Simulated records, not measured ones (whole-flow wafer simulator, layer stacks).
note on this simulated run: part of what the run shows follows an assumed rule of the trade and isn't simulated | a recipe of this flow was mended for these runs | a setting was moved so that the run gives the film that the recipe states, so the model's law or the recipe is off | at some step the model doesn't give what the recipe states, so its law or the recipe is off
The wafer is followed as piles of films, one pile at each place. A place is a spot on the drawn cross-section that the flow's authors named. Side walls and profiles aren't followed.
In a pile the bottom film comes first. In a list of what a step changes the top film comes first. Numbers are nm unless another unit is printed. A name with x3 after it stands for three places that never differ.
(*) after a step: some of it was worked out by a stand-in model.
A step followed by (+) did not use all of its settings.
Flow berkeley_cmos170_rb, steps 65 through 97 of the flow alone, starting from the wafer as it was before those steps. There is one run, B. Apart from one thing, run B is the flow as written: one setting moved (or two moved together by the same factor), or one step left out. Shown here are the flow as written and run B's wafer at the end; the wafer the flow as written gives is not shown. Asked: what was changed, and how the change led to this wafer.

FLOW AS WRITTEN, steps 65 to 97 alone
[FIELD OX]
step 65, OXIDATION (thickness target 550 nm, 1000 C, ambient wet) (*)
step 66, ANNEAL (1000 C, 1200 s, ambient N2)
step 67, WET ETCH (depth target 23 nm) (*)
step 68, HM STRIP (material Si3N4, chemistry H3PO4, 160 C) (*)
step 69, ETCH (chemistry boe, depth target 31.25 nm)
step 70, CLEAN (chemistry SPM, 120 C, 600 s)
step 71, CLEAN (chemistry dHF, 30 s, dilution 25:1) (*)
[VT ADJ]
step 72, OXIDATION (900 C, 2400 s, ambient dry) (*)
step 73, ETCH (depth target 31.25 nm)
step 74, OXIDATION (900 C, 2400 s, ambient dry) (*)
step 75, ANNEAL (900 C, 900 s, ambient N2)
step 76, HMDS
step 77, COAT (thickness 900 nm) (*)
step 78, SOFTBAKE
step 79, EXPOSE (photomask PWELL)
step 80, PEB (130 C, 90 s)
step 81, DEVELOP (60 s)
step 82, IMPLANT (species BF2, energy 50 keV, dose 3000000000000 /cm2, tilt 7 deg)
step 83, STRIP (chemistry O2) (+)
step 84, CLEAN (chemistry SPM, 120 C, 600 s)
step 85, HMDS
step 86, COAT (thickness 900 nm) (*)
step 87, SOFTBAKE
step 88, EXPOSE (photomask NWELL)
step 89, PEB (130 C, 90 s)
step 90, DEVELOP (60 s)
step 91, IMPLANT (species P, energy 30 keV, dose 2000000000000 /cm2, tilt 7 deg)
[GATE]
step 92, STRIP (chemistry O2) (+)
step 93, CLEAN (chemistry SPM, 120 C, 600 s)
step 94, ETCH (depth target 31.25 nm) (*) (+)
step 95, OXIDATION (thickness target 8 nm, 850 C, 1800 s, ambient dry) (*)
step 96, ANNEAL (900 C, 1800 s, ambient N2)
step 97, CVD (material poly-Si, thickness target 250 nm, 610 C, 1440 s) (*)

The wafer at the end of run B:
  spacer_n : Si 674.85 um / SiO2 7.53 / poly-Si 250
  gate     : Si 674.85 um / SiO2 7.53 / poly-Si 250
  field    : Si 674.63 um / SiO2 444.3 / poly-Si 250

The reason: step 69, ETCH: depth target 18.76 nm was run, while the flow as written has depth target 31.25 nm.

Step by step, how the change led to this:
  step 69, ETCH (chemistry boe, depth target 31.25 nm)
      spacer_n, spacer_p, gate_p, contact, m1: -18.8 SiO2 (it would be, as written: -23.2 SiO2 (all of it))
      gate, sd_p: -18.8 SiO2 (it would be, as written: -23.3 SiO2 (all of it))
      (and at 2 other places as well)
  step 70, CLEAN (chemistry SPM, 120 C, 600 s)
      sd_n, spacer_n, gate, sd_p, spacer_p, gate_p, contact, m1: nothing (it would be, as written: +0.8 chemical SiO2 (new film), -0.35 Si)
  step 71, CLEAN (chemistry dHF, 30 s, dilution 25:1) (*)
      spacer_n, spacer_p, gate_p, contact, m1: -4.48 SiO2 (all of it) (it would be, as written: -0.8 chemical SiO2 (all of it))
      sd_n: -6.01 SiO2 (all of it) (it would be, as written: -0.8 chemical SiO2 (all of it))
      (and at 2 other places as well)
